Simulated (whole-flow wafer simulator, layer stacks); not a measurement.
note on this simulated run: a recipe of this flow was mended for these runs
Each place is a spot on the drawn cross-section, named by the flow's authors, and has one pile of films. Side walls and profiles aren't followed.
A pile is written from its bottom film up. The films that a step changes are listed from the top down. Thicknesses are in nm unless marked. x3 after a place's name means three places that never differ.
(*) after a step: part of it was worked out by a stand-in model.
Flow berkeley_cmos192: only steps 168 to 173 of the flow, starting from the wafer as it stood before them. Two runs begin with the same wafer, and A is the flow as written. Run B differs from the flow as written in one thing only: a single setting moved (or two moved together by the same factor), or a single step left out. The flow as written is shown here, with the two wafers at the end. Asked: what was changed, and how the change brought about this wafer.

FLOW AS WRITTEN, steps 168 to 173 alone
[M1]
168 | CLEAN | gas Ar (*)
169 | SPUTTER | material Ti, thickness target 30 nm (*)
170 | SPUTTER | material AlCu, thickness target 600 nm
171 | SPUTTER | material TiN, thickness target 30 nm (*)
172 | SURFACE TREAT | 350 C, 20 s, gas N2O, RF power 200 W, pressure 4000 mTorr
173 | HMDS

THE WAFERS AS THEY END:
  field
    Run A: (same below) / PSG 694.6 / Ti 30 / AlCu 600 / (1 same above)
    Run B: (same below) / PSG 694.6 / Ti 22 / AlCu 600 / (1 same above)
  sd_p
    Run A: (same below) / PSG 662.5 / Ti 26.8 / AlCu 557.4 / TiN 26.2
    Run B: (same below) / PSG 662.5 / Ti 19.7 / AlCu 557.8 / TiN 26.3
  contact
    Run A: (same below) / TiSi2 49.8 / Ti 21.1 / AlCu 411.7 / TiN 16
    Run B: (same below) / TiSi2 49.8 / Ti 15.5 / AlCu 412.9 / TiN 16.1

What caused this: step 169, SPUTTER: thickness target 22 nm was run, though the flow has thickness target 30 nm.
The wafer lets one read it off: field has Ti 22, and step 169 as written asks for 30 nm.

How this came from the change, step by step:
  169 | SPUTTER | material Ti, thickness target 30 nm (*)
      field, sd_n, spacer_n, gate, spacer_p, gate_p, m1: A Ti gains 30 (new film) | B Ti gains 22 (new film)
      sd_p: A Ti gains 26.8 (new film) | B Ti gains 19.7 (new film)
      (and at 1 other place as well)
